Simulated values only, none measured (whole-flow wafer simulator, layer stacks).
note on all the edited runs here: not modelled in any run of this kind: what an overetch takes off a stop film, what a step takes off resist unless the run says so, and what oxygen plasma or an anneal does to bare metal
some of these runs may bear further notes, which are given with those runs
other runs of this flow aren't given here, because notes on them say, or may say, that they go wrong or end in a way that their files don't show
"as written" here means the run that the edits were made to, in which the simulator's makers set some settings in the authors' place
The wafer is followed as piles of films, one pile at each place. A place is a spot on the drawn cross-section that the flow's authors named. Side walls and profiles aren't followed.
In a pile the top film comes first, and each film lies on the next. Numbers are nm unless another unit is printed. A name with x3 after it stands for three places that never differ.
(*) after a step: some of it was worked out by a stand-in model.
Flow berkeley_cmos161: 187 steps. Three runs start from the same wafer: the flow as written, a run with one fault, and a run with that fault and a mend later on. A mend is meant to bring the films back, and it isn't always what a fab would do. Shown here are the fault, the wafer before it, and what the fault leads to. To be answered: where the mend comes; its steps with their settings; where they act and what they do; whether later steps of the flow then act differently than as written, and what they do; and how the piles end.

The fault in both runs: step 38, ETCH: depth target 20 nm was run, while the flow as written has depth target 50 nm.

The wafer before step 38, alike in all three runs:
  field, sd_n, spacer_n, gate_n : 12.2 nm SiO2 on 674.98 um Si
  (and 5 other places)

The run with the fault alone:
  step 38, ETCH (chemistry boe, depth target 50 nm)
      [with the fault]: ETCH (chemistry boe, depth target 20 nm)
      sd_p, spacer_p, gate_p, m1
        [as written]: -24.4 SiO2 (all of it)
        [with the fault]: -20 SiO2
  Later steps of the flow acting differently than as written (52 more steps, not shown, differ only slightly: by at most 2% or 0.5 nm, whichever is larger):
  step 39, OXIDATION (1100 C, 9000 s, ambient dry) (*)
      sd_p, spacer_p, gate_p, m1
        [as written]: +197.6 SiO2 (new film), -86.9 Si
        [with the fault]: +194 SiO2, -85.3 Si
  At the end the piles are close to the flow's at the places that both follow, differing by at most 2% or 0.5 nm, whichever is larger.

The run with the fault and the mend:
  The mend stands after step 38.
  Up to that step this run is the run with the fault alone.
  step 38a, ETCH (chemistry boe, depth target 30 nm) (the flow's step 38 again, with other settings)
      sd_p, spacer_p, gate_p, m1
        -4.4 SiO2 (all of it)
  Later steps of the flow that are run all act as written at every place that is followed.
  The piles end the same as the flow's at every place that both follow.
